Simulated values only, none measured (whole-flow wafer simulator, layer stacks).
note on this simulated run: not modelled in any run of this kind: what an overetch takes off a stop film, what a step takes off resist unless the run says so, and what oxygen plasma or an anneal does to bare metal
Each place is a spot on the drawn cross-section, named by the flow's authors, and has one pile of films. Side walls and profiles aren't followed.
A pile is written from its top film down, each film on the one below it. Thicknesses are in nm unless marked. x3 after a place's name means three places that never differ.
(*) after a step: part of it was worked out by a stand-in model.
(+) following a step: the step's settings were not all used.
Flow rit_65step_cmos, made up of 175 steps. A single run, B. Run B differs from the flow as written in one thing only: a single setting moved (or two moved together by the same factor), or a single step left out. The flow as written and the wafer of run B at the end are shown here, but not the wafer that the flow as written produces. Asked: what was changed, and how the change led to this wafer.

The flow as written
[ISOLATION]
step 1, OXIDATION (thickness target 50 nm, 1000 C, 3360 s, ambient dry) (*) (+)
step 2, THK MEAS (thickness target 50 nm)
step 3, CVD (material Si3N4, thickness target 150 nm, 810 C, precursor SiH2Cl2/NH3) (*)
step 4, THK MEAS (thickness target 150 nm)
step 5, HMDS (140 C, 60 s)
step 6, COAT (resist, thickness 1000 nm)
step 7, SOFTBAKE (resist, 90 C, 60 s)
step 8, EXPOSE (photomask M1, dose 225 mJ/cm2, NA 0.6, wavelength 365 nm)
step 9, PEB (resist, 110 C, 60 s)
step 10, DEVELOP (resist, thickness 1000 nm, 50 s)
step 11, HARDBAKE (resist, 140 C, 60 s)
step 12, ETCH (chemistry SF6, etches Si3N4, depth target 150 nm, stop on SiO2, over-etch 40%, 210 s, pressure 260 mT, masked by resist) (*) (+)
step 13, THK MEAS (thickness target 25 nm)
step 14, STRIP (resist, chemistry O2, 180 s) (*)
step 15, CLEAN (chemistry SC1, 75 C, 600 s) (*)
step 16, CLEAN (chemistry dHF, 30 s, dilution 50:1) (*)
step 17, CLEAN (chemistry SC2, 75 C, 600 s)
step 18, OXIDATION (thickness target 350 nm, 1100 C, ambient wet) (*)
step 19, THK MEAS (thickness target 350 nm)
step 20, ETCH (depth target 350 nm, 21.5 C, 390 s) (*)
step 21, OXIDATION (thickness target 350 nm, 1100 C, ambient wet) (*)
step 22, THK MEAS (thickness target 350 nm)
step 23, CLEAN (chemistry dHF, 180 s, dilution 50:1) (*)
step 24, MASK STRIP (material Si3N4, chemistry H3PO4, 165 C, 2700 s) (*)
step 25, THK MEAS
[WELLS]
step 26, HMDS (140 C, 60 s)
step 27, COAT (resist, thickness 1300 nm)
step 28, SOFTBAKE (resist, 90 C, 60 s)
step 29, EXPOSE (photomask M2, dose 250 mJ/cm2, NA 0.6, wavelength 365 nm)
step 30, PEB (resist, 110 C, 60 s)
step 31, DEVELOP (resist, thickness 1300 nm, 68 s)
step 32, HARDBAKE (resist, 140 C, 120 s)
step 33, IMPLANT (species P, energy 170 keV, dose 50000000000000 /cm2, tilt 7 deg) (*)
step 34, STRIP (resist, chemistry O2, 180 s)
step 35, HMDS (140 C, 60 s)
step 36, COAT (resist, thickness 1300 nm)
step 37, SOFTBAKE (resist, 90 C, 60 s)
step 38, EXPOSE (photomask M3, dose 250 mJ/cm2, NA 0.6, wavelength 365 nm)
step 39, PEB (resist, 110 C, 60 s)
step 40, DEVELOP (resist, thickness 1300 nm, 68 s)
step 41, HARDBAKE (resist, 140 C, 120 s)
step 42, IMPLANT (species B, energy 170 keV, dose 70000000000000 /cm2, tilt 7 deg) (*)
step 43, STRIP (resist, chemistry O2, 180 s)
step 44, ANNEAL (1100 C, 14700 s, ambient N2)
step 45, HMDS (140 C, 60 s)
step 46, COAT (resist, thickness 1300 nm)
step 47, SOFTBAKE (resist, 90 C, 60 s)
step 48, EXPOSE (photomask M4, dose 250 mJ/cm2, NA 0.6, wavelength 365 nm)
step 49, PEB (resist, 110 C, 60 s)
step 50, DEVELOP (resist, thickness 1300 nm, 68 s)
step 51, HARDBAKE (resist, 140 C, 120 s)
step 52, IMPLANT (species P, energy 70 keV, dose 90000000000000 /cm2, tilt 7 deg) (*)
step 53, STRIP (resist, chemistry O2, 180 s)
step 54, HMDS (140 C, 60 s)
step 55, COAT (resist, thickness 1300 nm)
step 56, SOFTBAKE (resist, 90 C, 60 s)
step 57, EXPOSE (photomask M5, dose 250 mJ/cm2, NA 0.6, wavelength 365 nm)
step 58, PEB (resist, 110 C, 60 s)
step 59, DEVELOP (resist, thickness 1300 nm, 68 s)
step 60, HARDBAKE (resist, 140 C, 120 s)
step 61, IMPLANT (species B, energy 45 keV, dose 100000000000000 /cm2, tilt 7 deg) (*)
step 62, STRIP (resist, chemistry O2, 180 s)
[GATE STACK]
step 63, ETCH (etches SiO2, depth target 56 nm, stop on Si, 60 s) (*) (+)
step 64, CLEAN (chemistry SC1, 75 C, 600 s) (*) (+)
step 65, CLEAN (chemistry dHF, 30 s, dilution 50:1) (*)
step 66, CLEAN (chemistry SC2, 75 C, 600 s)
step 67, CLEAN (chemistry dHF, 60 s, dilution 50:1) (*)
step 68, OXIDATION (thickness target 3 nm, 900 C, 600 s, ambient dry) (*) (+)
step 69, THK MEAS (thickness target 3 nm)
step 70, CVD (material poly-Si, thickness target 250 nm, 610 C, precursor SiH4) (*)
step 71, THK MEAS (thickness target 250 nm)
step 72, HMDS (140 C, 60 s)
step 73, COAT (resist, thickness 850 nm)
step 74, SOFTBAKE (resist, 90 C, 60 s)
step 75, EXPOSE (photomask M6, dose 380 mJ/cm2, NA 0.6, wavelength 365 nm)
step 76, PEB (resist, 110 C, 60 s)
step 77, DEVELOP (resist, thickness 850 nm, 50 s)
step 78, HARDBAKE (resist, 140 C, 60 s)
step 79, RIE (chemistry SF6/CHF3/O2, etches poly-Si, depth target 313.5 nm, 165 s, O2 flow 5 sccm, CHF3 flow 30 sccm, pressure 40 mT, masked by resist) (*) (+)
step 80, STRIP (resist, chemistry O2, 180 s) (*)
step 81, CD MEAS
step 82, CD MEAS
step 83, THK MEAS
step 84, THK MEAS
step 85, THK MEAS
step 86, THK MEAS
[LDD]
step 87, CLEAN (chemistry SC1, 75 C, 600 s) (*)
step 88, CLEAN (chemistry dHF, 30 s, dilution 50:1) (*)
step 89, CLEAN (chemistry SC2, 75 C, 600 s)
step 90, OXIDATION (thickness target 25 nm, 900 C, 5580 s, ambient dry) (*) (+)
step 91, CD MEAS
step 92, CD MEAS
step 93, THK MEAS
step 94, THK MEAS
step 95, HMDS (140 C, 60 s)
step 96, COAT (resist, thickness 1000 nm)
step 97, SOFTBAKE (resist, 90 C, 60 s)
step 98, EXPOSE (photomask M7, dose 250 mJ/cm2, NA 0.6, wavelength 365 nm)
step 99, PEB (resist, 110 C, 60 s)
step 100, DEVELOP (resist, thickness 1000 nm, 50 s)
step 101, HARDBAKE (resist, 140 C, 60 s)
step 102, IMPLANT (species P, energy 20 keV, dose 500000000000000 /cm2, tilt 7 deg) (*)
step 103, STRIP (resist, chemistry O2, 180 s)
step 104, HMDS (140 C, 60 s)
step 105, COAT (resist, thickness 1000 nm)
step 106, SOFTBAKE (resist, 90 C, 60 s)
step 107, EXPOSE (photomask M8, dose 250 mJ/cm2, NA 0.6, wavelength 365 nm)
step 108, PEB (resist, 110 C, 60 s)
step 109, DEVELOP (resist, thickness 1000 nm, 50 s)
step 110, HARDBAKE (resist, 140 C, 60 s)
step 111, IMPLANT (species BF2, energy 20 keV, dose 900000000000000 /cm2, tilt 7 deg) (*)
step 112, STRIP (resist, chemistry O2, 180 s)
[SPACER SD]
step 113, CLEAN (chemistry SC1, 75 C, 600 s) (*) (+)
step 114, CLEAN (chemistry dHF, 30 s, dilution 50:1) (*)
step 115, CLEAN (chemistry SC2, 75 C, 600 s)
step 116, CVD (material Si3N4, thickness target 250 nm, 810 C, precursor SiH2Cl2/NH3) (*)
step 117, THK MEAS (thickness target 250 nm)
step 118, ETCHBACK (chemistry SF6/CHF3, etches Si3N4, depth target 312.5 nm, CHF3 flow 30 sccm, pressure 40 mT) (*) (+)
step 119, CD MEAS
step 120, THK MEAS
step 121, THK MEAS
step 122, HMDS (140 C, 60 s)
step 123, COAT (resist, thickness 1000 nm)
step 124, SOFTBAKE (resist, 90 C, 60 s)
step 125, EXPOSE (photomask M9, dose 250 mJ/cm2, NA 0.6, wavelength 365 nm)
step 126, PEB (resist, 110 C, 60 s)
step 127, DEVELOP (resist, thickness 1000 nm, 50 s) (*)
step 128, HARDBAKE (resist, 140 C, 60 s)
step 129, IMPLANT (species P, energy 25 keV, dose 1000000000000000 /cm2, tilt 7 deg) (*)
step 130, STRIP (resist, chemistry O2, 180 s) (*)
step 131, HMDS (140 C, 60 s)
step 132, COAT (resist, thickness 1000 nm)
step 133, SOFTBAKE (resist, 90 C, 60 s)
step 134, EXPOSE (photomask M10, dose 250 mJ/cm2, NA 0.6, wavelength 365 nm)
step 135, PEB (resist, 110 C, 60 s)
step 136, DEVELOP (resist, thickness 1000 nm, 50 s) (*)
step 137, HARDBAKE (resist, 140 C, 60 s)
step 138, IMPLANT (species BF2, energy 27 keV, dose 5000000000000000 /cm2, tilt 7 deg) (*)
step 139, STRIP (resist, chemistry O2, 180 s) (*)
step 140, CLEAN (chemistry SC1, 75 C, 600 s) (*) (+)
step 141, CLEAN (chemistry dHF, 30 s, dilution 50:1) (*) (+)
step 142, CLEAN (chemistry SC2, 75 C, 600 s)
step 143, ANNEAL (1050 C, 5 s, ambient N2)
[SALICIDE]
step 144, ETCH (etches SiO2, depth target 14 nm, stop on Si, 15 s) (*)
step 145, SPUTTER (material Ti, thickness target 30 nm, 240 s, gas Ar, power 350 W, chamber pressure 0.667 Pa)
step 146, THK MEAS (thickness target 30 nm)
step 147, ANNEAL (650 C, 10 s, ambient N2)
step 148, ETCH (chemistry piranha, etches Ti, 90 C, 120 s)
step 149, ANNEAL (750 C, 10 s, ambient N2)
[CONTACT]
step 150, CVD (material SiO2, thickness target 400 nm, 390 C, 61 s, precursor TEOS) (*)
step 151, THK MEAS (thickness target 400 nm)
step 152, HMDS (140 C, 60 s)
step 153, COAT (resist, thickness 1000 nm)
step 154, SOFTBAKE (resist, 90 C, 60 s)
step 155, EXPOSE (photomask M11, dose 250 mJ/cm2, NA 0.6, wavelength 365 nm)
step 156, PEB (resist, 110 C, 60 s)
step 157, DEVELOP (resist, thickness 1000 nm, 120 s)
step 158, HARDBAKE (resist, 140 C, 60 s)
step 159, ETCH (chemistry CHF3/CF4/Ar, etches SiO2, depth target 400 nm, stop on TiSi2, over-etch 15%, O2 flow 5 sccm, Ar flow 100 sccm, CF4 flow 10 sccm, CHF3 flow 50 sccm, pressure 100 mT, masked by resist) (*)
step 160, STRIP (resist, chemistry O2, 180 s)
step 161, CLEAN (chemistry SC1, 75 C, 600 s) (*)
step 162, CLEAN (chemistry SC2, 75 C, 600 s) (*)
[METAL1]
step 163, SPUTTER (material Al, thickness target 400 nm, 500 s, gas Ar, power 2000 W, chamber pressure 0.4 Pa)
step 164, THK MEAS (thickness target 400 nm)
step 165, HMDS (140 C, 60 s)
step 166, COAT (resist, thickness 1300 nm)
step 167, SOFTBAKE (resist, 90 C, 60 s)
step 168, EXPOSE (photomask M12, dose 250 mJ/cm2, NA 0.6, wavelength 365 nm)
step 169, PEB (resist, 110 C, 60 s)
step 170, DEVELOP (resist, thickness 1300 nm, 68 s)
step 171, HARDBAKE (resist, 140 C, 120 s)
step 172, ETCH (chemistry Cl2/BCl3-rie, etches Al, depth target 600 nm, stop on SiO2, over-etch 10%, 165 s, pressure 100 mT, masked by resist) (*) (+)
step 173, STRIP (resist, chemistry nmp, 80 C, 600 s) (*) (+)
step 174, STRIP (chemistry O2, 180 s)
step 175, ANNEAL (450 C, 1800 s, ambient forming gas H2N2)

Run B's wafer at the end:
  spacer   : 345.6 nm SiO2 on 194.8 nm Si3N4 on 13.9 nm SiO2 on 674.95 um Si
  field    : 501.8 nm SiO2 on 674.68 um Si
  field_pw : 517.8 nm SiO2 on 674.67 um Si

What caused this: step 163, SPUTTER: power 1286 W was run, though the flow has power 2000 W.

Step by step, how the change led to this:
  step 163, SPUTTER (material Al, thickness target 400 nm, 500 s, gas Ar, power 2000 W, chamber pressure 0.4 Pa)
      field, field_p, spacer, spacer_p: Al gains 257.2 (new film) (it would be, as written: Al gains 400 (new film))
      gate_n, gate_p: Al gains 257.2 (new film) (it would be, as written: Al gains 396 (new film))
      (also at 2 further places)
  step 172, ETCH (chemistry Cl2/BCl3-rie, etches Al, depth target 600 nm, stop on SiO2, over-etch 10%, 165 s, pressure 100 mT, masked by resist) (*) (+)
      field, field_p: Al loses 257.2 (all of it), SiO2 loses 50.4 (it would be, as written: Al loses 400 (all of it), SiO2 loses 32.5)
      gate_n, gate_p: Al loses 257.2 (all of it), SiO2 loses 50.3 (it would be, as written: Al loses 396 (all of it), SiO2 loses 33)
      (also at 4 further places)
